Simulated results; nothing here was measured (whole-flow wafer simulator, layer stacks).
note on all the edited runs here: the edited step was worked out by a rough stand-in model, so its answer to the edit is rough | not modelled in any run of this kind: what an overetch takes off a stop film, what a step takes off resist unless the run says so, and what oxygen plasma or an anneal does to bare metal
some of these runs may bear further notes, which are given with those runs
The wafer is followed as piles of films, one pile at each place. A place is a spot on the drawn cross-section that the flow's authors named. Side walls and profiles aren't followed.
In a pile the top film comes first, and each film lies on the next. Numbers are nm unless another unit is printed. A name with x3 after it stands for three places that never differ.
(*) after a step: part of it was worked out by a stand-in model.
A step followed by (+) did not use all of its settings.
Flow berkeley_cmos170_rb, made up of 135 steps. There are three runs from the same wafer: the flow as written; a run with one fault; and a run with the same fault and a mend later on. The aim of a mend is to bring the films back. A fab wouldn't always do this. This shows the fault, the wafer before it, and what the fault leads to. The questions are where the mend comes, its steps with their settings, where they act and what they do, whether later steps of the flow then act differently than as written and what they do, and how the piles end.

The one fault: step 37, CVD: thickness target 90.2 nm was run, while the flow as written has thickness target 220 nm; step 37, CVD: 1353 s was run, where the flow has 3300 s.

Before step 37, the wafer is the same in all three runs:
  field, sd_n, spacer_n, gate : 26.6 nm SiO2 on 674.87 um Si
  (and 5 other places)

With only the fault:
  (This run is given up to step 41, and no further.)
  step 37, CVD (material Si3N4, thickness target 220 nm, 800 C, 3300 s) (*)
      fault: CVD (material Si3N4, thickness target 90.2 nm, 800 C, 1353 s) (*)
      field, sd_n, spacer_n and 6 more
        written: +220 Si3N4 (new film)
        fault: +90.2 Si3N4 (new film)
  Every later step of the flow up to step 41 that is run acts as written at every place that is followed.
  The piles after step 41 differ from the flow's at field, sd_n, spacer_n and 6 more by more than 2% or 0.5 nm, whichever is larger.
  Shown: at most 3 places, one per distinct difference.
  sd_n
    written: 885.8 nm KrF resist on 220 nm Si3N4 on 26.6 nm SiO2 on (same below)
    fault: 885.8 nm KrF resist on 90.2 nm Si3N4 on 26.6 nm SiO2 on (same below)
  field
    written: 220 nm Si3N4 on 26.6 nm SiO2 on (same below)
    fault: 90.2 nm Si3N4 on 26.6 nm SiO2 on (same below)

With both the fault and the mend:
  After step 41 comes the mend.
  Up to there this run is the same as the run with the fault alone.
  step 41a, STRIP (*) (+)
      sd_n, spacer_n, gate, sd_p, spacer_p, gate_p, contact, m1
        -885.8 KrF resist (all of it)
  step 41b, CLEAN (*)
      leaves every film unchanged at each place that is followed
  step 41c, CVD (material Si3N4, thickness target 129.8 nm, 800 C, 1947 s) (*) (a further turn of the flow's step 37, with different settings)
      field, sd_n, spacer_n and 6 more
        +129.8 Si3N4
  step 41d, COAT (KrF resist, thickness 900 nm) (a further turn of the flow's step 38)
      field, sd_n, spacer_n and 6 more
        +900 KrF resist (new film)
  step 41e, EXPOSE (photomask ACTIVE) (a further turn of the flow's step 39)
      leaves every film unchanged at each place that is followed
  step 41f, PEB (130 C, 60 s) (*) (a further turn of the flow's step 40)
      leaves every film unchanged at each place that is followed
  step 41g, DEVELOP (developer developer-D-0.26N, 45 s) (a further turn of the flow's step 41)
      sd_n, spacer_n, gate, sd_p, spacer_p, gate_p, contact, m1
        -14.2 KrF resist
      field
        -900 KrF resist (all of it)
  Every later step of the flow that is run acts as written at every place that is followed.
  By the end, the piles equal the flow's at every place that both follow.
